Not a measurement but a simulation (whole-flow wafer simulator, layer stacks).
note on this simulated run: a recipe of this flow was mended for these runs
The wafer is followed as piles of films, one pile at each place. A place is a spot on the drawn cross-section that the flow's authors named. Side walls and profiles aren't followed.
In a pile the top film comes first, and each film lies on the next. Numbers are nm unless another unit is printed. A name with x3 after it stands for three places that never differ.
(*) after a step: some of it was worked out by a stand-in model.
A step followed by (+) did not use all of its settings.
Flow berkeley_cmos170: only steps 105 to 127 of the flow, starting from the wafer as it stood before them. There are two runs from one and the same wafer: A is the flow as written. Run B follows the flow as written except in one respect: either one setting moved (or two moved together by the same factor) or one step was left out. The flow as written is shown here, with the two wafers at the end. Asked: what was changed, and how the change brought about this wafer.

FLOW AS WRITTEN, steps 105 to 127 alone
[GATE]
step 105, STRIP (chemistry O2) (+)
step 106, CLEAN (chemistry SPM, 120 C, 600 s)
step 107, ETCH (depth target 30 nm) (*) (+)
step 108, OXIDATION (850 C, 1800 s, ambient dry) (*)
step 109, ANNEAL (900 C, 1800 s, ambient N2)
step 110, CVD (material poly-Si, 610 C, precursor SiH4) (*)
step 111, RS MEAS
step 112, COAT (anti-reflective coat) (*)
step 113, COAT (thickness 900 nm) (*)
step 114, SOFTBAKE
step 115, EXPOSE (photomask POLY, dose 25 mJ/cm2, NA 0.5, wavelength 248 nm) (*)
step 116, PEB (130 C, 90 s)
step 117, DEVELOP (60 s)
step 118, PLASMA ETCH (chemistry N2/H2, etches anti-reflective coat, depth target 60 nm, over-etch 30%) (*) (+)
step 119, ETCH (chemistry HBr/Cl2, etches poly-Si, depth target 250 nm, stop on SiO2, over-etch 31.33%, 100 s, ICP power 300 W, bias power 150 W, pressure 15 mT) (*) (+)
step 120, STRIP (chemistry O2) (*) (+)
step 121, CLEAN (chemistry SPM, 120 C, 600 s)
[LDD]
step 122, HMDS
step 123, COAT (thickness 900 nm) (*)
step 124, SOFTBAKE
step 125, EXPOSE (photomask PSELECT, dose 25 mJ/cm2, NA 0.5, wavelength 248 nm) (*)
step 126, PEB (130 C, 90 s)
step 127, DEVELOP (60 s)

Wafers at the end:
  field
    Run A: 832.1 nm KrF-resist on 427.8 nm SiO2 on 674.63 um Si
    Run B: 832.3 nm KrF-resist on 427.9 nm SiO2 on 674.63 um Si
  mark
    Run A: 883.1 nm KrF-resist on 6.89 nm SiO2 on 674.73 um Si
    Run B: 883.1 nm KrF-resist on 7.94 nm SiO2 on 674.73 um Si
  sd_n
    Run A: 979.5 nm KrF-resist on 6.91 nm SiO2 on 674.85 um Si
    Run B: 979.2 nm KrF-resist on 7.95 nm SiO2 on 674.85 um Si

What caused this: step 108, OXIDATION: 2232 s was run, whereas the flow has 1800 s.

The path from the change to this, step by step:
  step 108, OXIDATION (850 C, 1800 s, ambient dry) (*)
      mark, sd_n, spacer_n and 9 more: A SiO2 gains 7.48 (new film), Si loses 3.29 | B SiO2 gains 8.53 (new film), Si loses 3.75
